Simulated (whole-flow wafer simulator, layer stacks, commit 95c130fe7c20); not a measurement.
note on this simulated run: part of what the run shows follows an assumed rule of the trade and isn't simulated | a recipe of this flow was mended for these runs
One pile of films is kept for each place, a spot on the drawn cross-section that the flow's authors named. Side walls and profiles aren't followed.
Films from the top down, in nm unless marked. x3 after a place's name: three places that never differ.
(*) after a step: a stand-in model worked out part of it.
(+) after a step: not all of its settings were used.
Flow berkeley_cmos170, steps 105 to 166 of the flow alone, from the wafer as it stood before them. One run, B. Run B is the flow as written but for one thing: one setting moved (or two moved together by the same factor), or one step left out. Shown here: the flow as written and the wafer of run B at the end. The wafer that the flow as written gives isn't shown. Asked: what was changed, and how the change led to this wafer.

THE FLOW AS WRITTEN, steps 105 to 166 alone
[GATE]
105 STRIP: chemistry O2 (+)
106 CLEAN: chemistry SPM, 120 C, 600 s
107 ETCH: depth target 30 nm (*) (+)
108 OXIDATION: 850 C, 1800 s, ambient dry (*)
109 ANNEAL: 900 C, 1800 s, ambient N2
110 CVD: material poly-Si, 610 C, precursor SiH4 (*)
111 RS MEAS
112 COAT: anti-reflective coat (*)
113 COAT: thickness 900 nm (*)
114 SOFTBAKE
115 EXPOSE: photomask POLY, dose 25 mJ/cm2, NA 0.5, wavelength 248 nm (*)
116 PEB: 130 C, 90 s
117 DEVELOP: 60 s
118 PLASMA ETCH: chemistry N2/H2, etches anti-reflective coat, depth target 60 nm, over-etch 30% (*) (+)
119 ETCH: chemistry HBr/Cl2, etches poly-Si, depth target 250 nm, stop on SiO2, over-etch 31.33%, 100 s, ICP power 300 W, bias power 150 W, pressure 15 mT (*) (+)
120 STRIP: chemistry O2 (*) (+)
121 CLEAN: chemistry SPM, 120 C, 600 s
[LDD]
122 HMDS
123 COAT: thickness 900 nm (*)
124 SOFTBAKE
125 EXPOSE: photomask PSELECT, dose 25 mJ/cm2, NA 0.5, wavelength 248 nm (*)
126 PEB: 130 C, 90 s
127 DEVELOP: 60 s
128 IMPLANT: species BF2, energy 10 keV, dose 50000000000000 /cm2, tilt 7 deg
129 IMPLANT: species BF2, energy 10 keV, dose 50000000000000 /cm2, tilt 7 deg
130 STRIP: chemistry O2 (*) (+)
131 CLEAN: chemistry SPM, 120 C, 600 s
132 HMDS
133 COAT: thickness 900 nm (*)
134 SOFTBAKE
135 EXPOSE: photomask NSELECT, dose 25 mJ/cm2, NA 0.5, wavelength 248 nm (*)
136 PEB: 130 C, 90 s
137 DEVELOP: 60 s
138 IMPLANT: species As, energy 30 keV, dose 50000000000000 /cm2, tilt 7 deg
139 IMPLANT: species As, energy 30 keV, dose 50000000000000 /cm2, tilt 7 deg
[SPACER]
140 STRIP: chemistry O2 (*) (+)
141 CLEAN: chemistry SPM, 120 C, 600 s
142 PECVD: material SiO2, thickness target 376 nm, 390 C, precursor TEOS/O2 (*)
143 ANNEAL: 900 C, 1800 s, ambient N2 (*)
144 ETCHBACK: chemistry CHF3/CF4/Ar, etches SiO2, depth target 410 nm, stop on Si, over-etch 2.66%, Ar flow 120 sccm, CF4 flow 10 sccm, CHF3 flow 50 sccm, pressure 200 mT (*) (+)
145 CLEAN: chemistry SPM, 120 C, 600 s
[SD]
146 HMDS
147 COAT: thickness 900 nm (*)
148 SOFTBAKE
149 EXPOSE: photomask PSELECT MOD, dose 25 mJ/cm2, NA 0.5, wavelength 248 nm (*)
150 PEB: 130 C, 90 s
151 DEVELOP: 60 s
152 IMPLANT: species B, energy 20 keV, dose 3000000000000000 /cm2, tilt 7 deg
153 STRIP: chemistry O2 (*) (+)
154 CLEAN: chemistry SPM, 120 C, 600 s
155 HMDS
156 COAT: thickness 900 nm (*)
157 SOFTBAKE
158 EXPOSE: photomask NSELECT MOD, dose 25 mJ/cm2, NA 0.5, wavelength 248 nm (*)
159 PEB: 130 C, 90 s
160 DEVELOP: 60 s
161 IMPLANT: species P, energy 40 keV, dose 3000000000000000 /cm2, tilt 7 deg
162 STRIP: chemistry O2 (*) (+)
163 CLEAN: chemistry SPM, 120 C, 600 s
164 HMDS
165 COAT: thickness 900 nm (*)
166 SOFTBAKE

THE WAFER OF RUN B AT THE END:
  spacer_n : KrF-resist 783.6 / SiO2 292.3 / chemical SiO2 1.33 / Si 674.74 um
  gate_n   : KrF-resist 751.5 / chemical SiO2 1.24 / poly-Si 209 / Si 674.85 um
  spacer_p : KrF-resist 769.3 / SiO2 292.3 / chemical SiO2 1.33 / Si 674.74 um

The cause: step 108, OXIDATION: 850 C, 1800 s, ambient dry (*), was left out.

How the change led to this, step by step:
  112 COAT: anti-reflective coat (*)
      spacer_n: anti-reflective coat +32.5 (new film) (as written it would be: anti-reflective coat +33.6 (new film))
      gate_n: anti-reflective coat +28.4 (new film) (as written it would be: anti-reflective coat +29.4 (new film))
      (and at 2 more places)
  118 PLASMA ETCH: chemistry N2/H2, etches anti-reflective coat, depth target 60 nm, over-etch 30% (*) (+)
      spacer_n: anti-reflective coat -32.5 (all of it), poly-Si -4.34 (as written it would be: anti-reflective coat -33.6 (all of it), poly-Si -4.23)
      spacer_p: anti-reflective coat -32.9 (all of it), poly-Si -4.33 (as written it would be: anti-reflective coat -33.7 (all of it), poly-Si -4.23)
  119 ETCH: chemistry HBr/Cl2, etches poly-Si, depth target 250 nm, stop on SiO2, over-etch 31.33%, 100 s, ICP power 300 W, bias power 150 W, pressure 15 mT (*) (+)
      spacer_n, spacer_p: poly-Si -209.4 (all of it), Si -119 (as written it would be: poly-Si -209.5 (all of it), SiO2 -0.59)
      contact, via1: poly-Si -210.2 (all of it), Si -118.1 (as written it would be: poly-Si -210.3 (all of it), SiO2 -0.59)
      (and at 6 more places)
  120 STRIP: chemistry O2 (*) (+)
      mark, sd_n, spacer_n and 7 more: chemical SiO2 +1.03 (new film), Si -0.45 (as written it would be: nothing)
      gate_n: chemical SiO2 +0.78 (new film), KrF-resist -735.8 (all of it), anti-reflective coat -28.4 (all of it), poly-Si -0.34 (as written it would be: chemical SiO2 +0.78 (new film), KrF-resist -732.8 (all of it), anti-reflective coat -29.4 (all of it), poly-Si -0.34)
      (and at 1 more place)
  123 COAT: thickness 900 nm (*)
      field: KrF-resist +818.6 (new film) (as written it would be: KrF-resist +848.9 (new film))
      sd_n: KrF-resist +1055.1 (new film) (as written it would be: KrF-resist +996.7 (new film))
      (and at 10 more places)
  127 DEVELOP: 60 s
      sd_p: KrF-resist -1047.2 (all of it) (as written it would be: KrF-resist -991.6 (all of it))
      spacer_p: KrF-resist -1042.3 (all of it) (as written it would be: KrF-resist -988 (all of it))
      (and at 1 more place)
  130 STRIP: chemistry O2 (*) (+)
      sd_n: KrF-resist -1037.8 (all of it), chemical SiO2 +0.1 (as written it would be: KrF-resist -979.5 (all of it))
      spacer_n: KrF-resist -1034.9 (all of it), chemical SiO2 +0.1 (as written it would be: KrF-resist -977.5 (all of it))
      (and at 7 more places)
  133 COAT: thickness 900 nm (*)
      field: KrF-resist +818.5 (new film) (as written it would be: KrF-resist +849.2 (new film))
      sd_n: KrF-resist +1055.2 (new film) (as written it would be: KrF-resist +996.6 (new film))
      (and at 10 more places)
  137 DEVELOP: 60 s
      sd_n: KrF-resist -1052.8 (all of it) (as written it would be: KrF-resist -994.4 (all of it))
      spacer_n: KrF-resist -1049.7 (all of it) (as written it would be: KrF-resist -992.7 (all of it))
      (and at 6 more places)
  140 STRIP: chemistry O2 (*) (+)
      sd_p: KrF-resist -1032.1 (all of it), chemical SiO2 +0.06 (as written it would be: KrF-resist -976.6 (all of it))
      spacer_p: KrF-resist -1027.2 (all of it), chemical SiO2 +0.06 (as written it would be: KrF-resist -973.4 (all of it))
      (and at 2 more places)
  142 PECVD: material SiO2, thickness target 376 nm, 390 C, precursor TEOS/O2 (*)
      mark, sd_n, spacer_n and 7 more: SiO2 +376 (new film) (as written it would be: SiO2 +376)
  144 ETCHBACK: chemistry CHF3/CF4/Ar, etches SiO2, depth target 410 nm, stop on Si, over-etch 2.66%, Ar flow 120 sccm, CF4 flow 10 sccm, CHF3 flow 50 sccm, pressure 200 mT (*) (+)
      sd_n, sd_p, contact, m1, via1, m2, via2: SiO2 -359.1 (all of it), chemical SiO2 -1.33 (all of it), Si -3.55 (as written it would be: SiO2 -366 (all of it), Si -3.55)
      mark: SiO2 -359.1 (all of it), chemical SiO2 -1.21 (all of it), Si -3.55 (as written it would be: SiO2 -366 (all of it), Si -3.55)
      (and at 2 more places)
  147 COAT: thickness 900 nm (*)
      field: KrF-resist +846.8 (new film) (as written it would be: KrF-resist +868 (new film))
      sd_n: KrF-resist +1046.1 (new film) (as written it would be: KrF-resist +982.3 (new film))
      (and at 10 more places)
  151 DEVELOP: 60 s
      sd_p: KrF-resist -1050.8 (all of it) (as written it would be: KrF-resist -988.2 (all of it))
      spacer_p: KrF-resist -767.8 (all of it) (as written it would be: KrF-resist -813.2 (all of it))
      (and at 1 more place)
  153 STRIP: chemistry O2 (*) (+)
      gate_n: KrF-resist -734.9 (all of it), chemical SiO2 +0.18 (as written it would be: KrF-resist -771.3 (all of it), chemical SiO2 +0.17, poly-Si -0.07)
      field: KrF-resist -830 (all of it) (as written it would be: KrF-resist -851.1 (all of it))
      (and at 7 more places)
  156 COAT: thickness 900 nm (*)
      field: KrF-resist +846.8 (new film) (as written it would be: KrF-resist +867.7 (new film))
      sd_n: KrF-resist +1046.1 (new film) (as written it would be: KrF-resist +982.3 (new film))
      (and at 10 more places)
  ... 2 more steps ...
  165 COAT: thickness 900 nm (*)
      field: KrF-resist +846.8 (new film) (as written it would be: KrF-resist +867.7 (new film))
      sd_n: KrF-resist +1046 (new film) (as written it would be: KrF-resist +982.2 (new film))
      (and at 10 more places)
